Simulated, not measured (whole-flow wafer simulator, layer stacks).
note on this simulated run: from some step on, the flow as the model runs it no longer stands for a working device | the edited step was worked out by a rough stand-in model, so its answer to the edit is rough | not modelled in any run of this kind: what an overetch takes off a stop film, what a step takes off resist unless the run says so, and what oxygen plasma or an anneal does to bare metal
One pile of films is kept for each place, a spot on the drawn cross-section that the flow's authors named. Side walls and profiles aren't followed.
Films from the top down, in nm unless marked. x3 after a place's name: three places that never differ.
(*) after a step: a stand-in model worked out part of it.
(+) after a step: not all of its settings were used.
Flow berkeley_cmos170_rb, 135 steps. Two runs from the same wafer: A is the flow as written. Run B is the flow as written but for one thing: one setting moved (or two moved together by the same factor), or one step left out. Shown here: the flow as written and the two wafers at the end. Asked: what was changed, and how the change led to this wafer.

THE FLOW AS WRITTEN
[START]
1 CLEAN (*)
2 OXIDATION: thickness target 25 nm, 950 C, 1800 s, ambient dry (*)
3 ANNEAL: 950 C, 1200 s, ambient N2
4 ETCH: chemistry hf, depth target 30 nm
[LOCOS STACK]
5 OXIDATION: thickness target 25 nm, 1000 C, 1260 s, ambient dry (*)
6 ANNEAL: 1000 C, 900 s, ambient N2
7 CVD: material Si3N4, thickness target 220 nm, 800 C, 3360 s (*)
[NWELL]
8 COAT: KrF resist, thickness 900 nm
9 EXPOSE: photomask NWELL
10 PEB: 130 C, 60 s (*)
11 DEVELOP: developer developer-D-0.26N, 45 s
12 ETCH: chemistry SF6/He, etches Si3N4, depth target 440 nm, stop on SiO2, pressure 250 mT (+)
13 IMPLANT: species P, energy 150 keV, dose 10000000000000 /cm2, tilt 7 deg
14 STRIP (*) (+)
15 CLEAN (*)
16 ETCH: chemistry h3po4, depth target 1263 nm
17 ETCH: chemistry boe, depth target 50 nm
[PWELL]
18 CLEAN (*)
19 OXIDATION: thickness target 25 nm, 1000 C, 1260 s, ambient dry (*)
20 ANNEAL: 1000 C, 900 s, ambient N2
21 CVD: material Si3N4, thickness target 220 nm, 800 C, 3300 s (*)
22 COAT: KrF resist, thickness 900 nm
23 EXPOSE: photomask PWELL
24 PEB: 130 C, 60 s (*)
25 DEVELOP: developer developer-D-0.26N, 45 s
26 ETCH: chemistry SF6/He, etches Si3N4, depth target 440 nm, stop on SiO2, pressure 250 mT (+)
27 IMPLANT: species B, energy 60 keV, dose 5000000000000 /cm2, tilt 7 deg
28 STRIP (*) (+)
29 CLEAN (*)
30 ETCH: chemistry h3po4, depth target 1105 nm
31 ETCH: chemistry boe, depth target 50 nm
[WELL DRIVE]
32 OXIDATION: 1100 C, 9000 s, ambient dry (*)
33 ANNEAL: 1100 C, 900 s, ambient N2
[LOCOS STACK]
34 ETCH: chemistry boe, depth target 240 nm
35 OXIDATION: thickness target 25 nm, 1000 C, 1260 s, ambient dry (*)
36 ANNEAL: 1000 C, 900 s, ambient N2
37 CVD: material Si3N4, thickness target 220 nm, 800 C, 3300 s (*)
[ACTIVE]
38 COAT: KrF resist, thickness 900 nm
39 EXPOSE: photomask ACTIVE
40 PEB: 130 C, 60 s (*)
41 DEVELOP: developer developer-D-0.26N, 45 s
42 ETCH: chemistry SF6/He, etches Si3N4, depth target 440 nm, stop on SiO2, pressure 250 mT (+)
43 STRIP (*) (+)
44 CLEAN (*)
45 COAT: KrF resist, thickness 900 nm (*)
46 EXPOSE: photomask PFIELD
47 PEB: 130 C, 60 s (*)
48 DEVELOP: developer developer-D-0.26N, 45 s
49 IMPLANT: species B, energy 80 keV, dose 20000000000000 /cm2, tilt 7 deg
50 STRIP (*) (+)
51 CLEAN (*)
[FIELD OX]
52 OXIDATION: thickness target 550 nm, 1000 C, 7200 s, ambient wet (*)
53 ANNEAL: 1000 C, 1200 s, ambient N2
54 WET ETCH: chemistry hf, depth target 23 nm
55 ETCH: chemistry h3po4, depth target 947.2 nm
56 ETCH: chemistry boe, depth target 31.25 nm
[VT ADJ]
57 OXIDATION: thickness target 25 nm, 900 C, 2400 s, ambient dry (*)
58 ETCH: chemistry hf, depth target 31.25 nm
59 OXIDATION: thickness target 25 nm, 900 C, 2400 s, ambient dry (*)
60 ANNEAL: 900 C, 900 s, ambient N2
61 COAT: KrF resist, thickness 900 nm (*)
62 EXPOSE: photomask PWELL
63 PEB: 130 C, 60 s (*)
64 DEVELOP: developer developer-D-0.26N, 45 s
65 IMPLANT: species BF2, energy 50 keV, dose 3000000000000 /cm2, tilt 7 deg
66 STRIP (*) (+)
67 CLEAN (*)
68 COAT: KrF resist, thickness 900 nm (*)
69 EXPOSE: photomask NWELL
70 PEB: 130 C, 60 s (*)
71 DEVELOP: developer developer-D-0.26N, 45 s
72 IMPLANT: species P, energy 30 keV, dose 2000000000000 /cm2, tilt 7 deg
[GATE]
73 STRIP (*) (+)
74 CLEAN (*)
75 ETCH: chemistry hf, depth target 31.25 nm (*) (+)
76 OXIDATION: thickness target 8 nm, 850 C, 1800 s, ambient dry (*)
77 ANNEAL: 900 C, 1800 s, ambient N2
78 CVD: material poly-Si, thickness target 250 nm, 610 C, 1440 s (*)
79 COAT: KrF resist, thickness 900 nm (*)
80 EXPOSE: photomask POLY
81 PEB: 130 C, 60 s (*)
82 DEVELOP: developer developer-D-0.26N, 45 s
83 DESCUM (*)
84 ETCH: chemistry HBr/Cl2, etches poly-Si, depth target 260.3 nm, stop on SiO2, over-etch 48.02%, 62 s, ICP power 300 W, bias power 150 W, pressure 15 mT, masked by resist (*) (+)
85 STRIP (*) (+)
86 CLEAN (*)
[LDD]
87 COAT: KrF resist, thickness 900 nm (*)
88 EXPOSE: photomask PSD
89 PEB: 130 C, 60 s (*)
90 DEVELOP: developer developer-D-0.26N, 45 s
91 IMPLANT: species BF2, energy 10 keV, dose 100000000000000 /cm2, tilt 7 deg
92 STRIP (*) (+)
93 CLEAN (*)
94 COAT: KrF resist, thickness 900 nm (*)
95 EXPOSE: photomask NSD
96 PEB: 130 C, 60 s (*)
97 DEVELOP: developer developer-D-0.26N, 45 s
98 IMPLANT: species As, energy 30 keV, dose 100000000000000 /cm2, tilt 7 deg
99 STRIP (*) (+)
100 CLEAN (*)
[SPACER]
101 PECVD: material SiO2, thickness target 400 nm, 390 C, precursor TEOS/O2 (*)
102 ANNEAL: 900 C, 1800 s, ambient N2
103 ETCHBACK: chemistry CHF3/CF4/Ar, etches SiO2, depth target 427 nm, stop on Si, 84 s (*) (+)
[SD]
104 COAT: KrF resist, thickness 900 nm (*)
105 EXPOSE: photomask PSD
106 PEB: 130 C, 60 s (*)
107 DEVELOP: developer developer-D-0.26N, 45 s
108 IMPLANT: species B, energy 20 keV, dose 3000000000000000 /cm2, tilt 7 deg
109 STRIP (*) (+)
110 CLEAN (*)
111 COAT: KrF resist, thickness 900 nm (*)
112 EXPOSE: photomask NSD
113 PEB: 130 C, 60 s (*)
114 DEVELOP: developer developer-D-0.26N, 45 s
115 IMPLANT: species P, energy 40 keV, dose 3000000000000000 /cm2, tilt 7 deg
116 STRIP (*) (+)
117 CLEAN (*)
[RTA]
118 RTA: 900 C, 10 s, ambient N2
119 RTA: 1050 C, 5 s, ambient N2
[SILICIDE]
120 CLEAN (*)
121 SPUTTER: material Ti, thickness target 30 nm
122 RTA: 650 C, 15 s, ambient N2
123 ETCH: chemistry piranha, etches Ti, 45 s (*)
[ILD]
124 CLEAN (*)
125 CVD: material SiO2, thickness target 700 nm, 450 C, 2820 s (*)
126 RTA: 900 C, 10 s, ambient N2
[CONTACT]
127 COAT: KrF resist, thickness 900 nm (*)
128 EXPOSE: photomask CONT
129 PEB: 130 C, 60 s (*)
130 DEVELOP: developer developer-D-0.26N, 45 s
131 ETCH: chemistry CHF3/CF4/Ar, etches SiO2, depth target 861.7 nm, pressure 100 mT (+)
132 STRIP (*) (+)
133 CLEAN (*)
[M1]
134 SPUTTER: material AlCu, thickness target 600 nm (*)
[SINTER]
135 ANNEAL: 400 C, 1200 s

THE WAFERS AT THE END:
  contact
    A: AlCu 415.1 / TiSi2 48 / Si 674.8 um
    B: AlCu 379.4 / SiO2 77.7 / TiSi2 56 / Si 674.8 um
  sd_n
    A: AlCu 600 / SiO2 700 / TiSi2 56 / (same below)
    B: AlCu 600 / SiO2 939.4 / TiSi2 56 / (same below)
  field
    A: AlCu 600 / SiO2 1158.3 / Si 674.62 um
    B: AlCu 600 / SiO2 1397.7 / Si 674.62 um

The cause: step 125, CVD: thickness target 939.4 nm was run, where the flow has thickness target 700 nm; step 125, CVD: 3784 s was run, where the flow has 2820 s.
It can be read off the wafer: sd_n has SiO2 939.4, and step 125 as written asks for 700 nm.

How the change led to this, step by step:
  125 CVD: material SiO2, thickness target 700 nm, 450 C, 2820 s (*)
      sd_n, gate, sd_p, gate_p, contact, m1: A SiO2 +700 (new film) | B SiO2 +939.4 (new film)
      field, spacer_n, spacer_p: A SiO2 +700 | B SiO2 +939.4
  131 ETCH: chemistry CHF3/CF4/Ar, etches SiO2, depth target 861.7 nm, pressure 100 mT (+)
      contact: A SiO2 -700 (all of it), TiSi2 -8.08 | B SiO2 -861.7
  134 SPUTTER: material AlCu, thickness target 600 nm (*)
      contact: A AlCu +415.1 (new film) | B AlCu +379.4 (new film)
